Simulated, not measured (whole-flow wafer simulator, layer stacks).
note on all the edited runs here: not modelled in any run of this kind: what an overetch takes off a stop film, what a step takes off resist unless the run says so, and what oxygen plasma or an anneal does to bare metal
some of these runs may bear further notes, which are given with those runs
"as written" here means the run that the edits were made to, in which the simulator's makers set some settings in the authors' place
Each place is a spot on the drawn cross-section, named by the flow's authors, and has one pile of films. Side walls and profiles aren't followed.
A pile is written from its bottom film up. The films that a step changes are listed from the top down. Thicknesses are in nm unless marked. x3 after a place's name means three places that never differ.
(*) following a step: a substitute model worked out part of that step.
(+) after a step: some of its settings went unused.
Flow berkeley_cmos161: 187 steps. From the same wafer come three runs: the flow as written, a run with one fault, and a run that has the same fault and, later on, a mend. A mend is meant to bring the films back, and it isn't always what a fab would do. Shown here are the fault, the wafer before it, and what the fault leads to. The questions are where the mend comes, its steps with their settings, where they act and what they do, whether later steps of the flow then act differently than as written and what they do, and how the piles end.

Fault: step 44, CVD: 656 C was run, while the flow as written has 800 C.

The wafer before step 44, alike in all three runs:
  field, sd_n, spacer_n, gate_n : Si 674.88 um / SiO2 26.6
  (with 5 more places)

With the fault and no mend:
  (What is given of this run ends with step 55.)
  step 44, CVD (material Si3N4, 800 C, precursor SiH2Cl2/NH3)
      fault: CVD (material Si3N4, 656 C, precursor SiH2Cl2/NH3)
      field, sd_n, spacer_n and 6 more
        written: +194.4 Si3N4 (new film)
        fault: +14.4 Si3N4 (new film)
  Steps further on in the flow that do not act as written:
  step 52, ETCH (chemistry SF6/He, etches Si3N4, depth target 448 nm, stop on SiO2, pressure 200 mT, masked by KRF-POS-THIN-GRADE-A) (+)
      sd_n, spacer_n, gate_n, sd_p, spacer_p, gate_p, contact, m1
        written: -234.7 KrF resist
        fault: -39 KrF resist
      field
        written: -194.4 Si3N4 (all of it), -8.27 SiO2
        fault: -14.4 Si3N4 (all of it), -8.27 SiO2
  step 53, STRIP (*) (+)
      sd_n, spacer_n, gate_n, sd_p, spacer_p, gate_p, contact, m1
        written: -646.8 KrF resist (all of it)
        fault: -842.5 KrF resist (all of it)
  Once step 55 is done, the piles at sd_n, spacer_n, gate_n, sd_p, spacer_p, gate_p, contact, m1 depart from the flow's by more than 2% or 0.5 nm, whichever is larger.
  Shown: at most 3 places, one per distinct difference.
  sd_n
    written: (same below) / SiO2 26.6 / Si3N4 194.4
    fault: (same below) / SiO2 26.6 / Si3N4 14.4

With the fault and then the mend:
  The mend stands after step 44.
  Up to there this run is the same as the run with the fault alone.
  step 44a, ETCH (chemistry h3po4, depth target 16.54 nm)
      field, sd_n, spacer_n and 6 more
        -14.4 Si3N4 (all of it)
  step 44b, CLEAN (chemistry SPM) (a further turn of the flow's step 36)
      leaves every film unchanged at each place that is followed
  step 44c, CVD (material Si3N4, 800 C, precursor SiH2Cl2/NH3) (a further turn of the flow's step 44)
      field, sd_n, spacer_n and 6 more
        +194.4 Si3N4 (new film)
  None of the later steps of the flow acts differently than as written at any place that is followed.
  The piles end the same as the flow's at every place that both follow.
